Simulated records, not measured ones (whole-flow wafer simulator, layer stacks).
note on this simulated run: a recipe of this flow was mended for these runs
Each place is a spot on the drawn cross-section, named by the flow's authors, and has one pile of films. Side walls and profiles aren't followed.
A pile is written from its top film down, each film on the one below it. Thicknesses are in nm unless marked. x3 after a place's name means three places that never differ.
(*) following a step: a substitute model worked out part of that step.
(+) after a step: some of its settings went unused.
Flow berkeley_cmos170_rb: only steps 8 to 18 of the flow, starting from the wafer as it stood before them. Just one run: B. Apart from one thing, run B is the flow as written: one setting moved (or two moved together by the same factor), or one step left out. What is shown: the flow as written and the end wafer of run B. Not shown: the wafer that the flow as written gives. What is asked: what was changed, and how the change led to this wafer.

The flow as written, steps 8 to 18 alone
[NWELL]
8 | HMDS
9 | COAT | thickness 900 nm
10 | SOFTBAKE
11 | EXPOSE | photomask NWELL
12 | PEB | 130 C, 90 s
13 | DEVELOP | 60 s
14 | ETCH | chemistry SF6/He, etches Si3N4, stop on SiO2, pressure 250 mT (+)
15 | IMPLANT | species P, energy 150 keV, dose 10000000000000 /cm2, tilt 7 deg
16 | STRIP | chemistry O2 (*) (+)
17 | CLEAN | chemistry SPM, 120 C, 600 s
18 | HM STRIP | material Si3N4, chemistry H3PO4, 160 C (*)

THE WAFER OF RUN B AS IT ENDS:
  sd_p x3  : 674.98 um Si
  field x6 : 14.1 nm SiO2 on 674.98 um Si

What caused this: step 18, HM STRIP: 171 C was run, while the flow as written has 160 C.

The path from the change to this, step by step:
  18 | HM STRIP | material Si3N4, chemistry H3PO4, 160 C (*)
      sd_p x3: -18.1 SiO2 (all of it) (as written it would have been: -10.5 SiO2)
      field x6: -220 Si3N4 (all of it), -12.5 SiO2 (as written it would have been: -220 Si3N4 (all of it), -3.44 SiO2)
